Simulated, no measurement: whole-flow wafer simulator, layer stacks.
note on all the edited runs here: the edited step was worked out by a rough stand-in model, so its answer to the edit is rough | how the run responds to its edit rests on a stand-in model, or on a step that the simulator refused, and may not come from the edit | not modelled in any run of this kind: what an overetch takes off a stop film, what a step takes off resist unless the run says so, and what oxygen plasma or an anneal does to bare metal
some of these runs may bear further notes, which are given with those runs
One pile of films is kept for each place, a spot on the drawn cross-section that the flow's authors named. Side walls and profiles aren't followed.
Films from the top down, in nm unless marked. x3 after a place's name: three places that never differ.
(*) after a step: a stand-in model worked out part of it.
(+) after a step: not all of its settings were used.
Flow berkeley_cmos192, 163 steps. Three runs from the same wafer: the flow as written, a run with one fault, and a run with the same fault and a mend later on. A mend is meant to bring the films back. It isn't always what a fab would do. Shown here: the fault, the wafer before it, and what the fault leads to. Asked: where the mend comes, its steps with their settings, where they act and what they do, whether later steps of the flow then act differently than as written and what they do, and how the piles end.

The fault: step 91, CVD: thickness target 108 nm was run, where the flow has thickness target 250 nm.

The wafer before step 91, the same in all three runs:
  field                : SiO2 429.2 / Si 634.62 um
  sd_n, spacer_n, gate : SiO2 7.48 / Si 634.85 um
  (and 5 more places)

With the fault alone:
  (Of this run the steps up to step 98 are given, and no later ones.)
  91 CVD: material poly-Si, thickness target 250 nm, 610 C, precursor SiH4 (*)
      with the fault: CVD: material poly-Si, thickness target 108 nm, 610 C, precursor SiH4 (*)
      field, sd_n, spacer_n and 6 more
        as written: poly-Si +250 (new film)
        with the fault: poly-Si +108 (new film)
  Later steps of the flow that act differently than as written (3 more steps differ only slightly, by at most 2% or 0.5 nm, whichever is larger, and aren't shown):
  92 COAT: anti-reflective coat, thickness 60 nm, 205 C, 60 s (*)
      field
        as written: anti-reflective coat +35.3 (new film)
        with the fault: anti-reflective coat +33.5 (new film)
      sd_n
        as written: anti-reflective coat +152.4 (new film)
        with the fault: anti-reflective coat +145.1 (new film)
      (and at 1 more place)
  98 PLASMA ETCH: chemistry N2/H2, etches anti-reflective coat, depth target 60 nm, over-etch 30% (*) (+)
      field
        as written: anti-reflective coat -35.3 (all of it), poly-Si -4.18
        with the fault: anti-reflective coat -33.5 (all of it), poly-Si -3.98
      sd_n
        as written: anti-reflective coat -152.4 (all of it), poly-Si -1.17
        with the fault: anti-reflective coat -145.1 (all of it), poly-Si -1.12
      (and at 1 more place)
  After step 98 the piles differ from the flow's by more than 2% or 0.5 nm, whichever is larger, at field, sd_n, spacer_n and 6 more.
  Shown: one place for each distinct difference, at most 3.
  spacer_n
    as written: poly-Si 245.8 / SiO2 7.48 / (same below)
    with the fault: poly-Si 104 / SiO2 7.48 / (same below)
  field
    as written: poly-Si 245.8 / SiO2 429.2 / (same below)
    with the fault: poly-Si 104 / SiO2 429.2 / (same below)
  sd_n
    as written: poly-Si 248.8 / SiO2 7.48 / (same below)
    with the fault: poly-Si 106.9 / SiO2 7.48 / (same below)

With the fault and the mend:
  The mend comes after step 91.
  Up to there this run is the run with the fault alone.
  91a ETCH: chemistry tmah, depth target 124.2 nm
      field, sd_n, spacer_n and 6 more
        poly-Si -108 (all of it)
  91b CLEAN: chemistry SPM (*) (the flow's step 87 once more)
      changes no film at any place that is followed
  91c CVD: material poly-Si, thickness target 250 nm, 610 C, precursor SiH4 (*) (the flow's step 91 once more)
      field, sd_n, spacer_n and 6 more
        poly-Si +250 (new film)
  No later step of the flow acts differently than as written, at any place that is followed, by more than 2% or 0.5 nm, whichever is larger.
  At the end the piles are the same as the flow's at every place that both follow.
